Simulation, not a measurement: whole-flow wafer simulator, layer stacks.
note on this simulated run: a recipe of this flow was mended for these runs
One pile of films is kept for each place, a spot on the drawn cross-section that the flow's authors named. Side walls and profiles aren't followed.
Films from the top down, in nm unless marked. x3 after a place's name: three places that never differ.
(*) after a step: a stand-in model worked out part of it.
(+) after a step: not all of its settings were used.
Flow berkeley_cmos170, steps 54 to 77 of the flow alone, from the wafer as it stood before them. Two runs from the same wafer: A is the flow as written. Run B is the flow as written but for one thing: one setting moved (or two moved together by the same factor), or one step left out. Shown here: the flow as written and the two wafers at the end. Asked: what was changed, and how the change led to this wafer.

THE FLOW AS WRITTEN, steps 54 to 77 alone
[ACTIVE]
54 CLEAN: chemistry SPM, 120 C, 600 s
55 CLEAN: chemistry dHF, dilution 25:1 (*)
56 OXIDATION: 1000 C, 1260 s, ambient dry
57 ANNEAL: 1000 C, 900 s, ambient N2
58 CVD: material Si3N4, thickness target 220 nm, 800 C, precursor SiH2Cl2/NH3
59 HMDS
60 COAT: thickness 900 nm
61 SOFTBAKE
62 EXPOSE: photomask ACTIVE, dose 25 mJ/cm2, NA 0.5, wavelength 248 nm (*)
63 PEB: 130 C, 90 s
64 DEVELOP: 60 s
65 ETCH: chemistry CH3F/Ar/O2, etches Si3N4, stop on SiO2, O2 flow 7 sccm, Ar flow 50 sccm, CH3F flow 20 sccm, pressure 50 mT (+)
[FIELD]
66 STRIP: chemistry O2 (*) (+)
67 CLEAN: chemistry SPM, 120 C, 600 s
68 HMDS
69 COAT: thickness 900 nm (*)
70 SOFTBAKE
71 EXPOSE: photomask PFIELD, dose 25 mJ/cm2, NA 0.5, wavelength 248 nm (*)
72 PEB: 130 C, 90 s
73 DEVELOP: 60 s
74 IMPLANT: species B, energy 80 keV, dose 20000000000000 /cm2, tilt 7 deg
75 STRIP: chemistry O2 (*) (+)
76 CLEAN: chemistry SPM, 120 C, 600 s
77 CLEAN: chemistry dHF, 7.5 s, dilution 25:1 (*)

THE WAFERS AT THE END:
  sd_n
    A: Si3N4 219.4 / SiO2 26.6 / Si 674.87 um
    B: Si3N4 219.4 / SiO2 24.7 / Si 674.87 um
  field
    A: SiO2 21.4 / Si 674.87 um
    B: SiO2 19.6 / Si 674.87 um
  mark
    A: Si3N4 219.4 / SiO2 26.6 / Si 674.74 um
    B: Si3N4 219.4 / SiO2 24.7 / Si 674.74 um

The cause: step 56, OXIDATION: 1102 s was run, where the flow has 1260 s.

How the change led to this, step by step:
  56 OXIDATION: 1000 C, 1260 s, ambient dry
      field, mark, sd_n and 10 more: A SiO2 +26.6 (new film), Si -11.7 | B SiO2 +24.7 (new film), Si -10.9
